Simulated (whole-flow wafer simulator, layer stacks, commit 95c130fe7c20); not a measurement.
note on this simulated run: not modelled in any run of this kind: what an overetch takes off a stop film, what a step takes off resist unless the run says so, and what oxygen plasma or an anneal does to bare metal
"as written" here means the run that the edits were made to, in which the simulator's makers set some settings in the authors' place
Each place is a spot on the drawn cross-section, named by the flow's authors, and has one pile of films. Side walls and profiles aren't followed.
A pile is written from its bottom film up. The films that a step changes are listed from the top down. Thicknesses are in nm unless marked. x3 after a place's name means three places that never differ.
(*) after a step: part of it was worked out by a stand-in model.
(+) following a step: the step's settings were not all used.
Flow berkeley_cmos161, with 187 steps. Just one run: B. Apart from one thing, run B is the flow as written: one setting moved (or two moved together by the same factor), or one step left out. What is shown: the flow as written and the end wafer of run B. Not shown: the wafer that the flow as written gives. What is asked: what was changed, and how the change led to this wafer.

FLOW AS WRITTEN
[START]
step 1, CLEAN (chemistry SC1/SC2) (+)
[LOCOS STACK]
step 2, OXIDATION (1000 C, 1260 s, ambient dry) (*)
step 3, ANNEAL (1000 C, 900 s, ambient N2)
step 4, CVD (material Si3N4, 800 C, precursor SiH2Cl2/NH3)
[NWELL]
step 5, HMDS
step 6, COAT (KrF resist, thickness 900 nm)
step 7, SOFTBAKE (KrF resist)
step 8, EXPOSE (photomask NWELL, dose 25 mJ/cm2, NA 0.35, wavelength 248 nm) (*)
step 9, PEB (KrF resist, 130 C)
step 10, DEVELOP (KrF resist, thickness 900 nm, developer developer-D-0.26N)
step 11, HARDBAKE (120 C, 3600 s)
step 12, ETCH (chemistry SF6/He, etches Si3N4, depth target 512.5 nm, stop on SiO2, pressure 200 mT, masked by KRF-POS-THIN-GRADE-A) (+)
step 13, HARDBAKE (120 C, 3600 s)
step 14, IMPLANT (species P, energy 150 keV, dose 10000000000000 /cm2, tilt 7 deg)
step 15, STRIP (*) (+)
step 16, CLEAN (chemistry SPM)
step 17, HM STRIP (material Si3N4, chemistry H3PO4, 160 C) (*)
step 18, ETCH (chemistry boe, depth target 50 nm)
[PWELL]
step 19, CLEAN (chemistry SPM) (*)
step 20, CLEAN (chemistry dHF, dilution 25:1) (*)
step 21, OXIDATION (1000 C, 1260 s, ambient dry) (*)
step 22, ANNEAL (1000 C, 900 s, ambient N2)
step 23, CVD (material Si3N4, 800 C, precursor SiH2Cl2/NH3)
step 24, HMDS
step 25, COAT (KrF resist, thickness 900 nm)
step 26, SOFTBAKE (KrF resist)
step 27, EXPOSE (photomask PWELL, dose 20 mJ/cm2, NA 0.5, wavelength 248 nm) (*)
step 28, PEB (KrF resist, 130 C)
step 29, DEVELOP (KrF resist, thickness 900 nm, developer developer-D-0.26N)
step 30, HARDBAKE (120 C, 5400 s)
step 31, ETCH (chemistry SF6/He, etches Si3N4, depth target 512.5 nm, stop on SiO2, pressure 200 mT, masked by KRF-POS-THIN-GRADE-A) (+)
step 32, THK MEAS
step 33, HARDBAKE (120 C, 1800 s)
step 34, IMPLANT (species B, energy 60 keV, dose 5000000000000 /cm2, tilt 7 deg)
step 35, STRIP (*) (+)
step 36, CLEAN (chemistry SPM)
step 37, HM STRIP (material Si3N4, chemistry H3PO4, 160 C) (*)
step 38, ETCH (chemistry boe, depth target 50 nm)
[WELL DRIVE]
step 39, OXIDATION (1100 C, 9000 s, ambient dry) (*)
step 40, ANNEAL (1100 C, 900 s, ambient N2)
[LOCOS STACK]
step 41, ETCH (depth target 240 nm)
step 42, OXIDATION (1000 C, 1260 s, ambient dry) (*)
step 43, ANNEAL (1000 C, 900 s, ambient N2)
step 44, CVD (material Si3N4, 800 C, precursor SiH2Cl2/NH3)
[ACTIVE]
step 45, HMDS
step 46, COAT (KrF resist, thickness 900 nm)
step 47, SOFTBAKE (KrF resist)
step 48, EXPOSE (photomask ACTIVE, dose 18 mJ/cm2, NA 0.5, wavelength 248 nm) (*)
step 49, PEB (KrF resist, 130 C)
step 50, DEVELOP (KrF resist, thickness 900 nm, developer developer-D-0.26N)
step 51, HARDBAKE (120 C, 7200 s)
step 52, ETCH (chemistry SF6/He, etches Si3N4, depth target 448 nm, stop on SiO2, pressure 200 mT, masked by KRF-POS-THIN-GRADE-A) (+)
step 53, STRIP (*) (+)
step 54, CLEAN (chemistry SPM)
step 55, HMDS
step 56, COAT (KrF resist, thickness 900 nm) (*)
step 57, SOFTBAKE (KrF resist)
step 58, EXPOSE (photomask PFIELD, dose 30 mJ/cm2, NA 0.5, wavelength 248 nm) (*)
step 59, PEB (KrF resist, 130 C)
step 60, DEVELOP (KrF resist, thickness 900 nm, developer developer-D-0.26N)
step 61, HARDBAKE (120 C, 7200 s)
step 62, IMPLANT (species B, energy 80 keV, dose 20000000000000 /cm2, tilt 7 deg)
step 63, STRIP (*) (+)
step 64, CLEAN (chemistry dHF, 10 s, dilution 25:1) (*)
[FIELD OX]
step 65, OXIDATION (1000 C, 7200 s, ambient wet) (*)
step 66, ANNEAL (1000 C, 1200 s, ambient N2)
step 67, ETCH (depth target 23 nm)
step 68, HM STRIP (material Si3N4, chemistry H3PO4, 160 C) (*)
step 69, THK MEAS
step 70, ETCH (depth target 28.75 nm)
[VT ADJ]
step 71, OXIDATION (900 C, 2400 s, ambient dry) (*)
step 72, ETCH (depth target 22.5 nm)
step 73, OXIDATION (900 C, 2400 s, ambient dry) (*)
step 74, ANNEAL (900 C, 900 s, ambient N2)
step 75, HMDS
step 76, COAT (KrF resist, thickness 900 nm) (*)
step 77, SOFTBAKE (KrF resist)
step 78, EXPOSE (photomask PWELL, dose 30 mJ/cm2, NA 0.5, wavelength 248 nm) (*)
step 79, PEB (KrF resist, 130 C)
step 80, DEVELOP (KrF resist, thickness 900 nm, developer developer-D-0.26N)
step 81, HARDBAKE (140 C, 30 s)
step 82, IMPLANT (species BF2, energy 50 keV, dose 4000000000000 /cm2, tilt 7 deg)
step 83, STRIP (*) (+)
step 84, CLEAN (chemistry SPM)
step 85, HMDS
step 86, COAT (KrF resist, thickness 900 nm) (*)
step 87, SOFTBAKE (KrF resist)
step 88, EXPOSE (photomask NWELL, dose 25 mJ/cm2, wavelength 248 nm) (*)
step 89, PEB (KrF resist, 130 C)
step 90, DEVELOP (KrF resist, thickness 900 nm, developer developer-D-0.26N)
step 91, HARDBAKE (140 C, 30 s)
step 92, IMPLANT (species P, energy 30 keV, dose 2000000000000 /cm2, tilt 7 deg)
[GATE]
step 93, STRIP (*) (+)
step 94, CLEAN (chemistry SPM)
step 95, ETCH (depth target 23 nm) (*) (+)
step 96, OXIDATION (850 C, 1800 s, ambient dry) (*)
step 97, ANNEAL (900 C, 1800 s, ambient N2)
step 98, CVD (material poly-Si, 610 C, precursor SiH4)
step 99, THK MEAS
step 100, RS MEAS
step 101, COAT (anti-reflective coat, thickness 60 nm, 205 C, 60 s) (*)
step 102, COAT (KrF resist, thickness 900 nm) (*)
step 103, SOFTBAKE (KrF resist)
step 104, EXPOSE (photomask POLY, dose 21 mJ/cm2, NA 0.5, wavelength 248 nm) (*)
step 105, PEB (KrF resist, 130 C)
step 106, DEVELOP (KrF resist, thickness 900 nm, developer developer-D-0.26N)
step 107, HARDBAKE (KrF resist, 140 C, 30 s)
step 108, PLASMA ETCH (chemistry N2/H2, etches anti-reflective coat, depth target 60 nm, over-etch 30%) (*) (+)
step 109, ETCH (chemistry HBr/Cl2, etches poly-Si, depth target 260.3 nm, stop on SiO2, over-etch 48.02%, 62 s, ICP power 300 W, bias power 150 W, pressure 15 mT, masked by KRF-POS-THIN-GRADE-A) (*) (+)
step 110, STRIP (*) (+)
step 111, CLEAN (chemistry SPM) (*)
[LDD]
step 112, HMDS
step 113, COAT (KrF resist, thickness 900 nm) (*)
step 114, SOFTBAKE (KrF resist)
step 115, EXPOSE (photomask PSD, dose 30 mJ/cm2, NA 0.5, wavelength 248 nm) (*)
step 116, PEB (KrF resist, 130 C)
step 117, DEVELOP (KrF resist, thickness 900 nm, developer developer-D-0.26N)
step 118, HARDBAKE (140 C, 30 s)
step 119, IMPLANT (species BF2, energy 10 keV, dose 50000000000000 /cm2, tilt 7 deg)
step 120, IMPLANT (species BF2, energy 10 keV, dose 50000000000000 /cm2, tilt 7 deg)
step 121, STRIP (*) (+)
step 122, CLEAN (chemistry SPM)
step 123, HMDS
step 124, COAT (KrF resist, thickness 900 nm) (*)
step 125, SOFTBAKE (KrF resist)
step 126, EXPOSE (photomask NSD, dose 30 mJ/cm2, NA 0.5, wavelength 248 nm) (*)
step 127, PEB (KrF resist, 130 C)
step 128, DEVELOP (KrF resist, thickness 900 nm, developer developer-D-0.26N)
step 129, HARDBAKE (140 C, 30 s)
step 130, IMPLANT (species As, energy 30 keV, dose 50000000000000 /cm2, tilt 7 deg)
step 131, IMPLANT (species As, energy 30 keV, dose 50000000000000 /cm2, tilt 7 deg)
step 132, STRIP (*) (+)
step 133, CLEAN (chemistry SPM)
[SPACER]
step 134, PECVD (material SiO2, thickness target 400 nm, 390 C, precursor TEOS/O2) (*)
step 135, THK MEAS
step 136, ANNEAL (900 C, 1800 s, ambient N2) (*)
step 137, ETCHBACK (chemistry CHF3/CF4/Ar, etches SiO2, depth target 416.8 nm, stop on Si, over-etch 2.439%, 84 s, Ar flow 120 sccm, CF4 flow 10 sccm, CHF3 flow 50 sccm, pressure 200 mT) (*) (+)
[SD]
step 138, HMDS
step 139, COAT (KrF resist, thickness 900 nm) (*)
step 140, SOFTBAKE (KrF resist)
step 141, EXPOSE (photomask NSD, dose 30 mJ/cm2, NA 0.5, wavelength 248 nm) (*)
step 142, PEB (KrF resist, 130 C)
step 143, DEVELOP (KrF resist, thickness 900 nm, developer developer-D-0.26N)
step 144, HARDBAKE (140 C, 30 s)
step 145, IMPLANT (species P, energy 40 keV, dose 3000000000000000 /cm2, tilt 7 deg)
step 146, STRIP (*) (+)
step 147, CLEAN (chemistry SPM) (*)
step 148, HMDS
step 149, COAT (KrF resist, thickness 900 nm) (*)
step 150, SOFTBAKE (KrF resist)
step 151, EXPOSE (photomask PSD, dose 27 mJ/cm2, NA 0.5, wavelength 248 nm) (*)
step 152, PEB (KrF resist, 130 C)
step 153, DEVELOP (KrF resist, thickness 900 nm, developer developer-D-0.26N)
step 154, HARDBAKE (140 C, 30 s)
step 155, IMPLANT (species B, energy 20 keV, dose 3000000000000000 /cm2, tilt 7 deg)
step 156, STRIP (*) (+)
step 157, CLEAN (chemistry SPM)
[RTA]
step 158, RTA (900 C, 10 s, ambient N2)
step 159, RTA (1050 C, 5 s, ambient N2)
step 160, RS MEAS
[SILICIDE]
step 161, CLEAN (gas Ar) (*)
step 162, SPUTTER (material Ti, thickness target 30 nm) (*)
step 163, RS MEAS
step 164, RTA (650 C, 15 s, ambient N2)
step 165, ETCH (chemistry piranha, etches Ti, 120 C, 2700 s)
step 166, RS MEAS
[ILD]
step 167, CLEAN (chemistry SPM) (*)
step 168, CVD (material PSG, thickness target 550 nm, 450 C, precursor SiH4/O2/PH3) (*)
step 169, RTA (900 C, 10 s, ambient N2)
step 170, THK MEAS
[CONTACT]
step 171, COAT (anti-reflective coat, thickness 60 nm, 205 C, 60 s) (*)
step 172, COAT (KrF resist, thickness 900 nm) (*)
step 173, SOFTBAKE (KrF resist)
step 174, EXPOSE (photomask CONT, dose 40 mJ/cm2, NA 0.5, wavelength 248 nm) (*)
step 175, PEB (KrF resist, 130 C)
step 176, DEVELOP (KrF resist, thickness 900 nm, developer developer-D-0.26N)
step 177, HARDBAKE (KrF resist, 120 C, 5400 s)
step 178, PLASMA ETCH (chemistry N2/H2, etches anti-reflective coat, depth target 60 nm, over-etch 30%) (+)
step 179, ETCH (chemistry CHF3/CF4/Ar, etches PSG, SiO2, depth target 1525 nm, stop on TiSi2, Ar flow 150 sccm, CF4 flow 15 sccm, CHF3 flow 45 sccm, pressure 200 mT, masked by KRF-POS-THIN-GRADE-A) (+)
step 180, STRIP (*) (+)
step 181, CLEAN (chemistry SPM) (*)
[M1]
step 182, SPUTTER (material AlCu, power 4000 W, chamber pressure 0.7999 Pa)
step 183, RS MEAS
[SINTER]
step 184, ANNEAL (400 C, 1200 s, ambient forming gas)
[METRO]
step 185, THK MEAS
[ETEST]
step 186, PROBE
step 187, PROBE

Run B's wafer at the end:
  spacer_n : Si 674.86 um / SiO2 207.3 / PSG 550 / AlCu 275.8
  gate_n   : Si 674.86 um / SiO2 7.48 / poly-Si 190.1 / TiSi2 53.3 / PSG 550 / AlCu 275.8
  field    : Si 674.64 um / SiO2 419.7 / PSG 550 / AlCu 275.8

Cause: step 72, ETCH: depth target 11.2 nm was run, while the flow as written has depth target 22.5 nm.

Step by step, how the change led to this:
  step 72, ETCH (depth target 22.5 nm)
      sd_n, spacer_n, gate_n, sd_p, spacer_p, gate_p, contact, m1: SiO2 loses 11.2 (it would be, as written: SiO2 loses 14.9 (all of it))
      field: SiO2 loses 11.2 (it would be, as written: SiO2 loses 22.5)
  step 73, OXIDATION (900 C, 2400 s, ambient dry) (*)
      sd_n, spacer_n, gate_n, sd_p, spacer_p, gate_p, contact, m1: SiO2 gains 12, Si loses 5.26 (it would be, as written: SiO2 gains 14.9 (new film), Si loses 6.57)
  step 95, ETCH (depth target 23 nm) (*) (+)
      sd_n, spacer_n, gate_n, sd_p, spacer_p, gate_p, contact, m1: SiO2 loses 15.7 (all of it) (it would be, as written: SiO2 loses 14.9 (all of it))
  step 101, COAT (anti-reflective coat, thickness 60 nm, 205 C, 60 s) (*)
      sd_n: anti-reflective coat gains 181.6 (new film) (it would be, as written: anti-reflective coat gains 173.5 (new film))
      spacer_n: anti-reflective coat gains 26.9 (new film) (it would be, as written: anti-reflective coat gains 28.7 (new film))
      (as well as at 4 more places)
  step 108, PLASMA ETCH (chemistry N2/H2, etches anti-reflective coat, depth target 60 nm, over-etch 30%) (*) (+)
      sd_n: anti-reflective coat loses 181.6 (all of it), poly-Si loses 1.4 (it would be, as written: anti-reflective coat loses 173.5 (all of it), poly-Si loses 1.33)
      spacer_n: anti-reflective coat loses 26.9 (all of it), poly-Si loses 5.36 (it would be, as written: anti-reflective coat loses 28.7 (all of it), poly-Si loses 5.05)
      (as well as at 2 more places)
  step 110, STRIP (*) (+)
      gate_n: chemical SiO2 gains 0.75 (new film), KrF resist loses 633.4 (all of it), anti-reflective coat loses 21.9 (all of it), poly-Si loses 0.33 (it would be, as written: chemical SiO2 gains 0.75 (new film), KrF resist loses 626.8 (all of it), anti-reflective coat loses 23.7 (all of it), poly-Si loses 0.33)
      gate_p: chemical SiO2 gains 0.75 (new film), KrF resist loses 602.1 (all of it), anti-reflective coat loses 26.9 (all of it), poly-Si loses 0.33 (it would be, as written: chemical SiO2 gains 0.75 (new film), KrF resist loses 598.2 (all of it), anti-reflective coat loses 27.9 (all of it), poly-Si loses 0.33)
  step 171, COAT (anti-reflective coat, thickness 60 nm, 205 C, 60 s) (*)
      sd_n: anti-reflective coat gains 158 (new film) (it would be, as written: anti-reflective coat gains 149.7 (new film))
      m1: anti-reflective coat gains 100.3 (new film) (it would be, as written: anti-reflective coat gains 97.8 (new film))
  step 180, STRIP (*) (+)
      sd_n: KrF resist loses 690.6 (all of it), anti-reflective coat loses 158 (all of it) (it would be, as written: KrF resist loses 692.5 (all of it), anti-reflective coat loses 149.7 (all of it))
      m1: KrF resist loses 743.4 (all of it), anti-reflective coat loses 100.3 (all of it) (it would be, as written: KrF resist loses 739.9 (all of it), anti-reflective coat loses 97.8 (all of it))
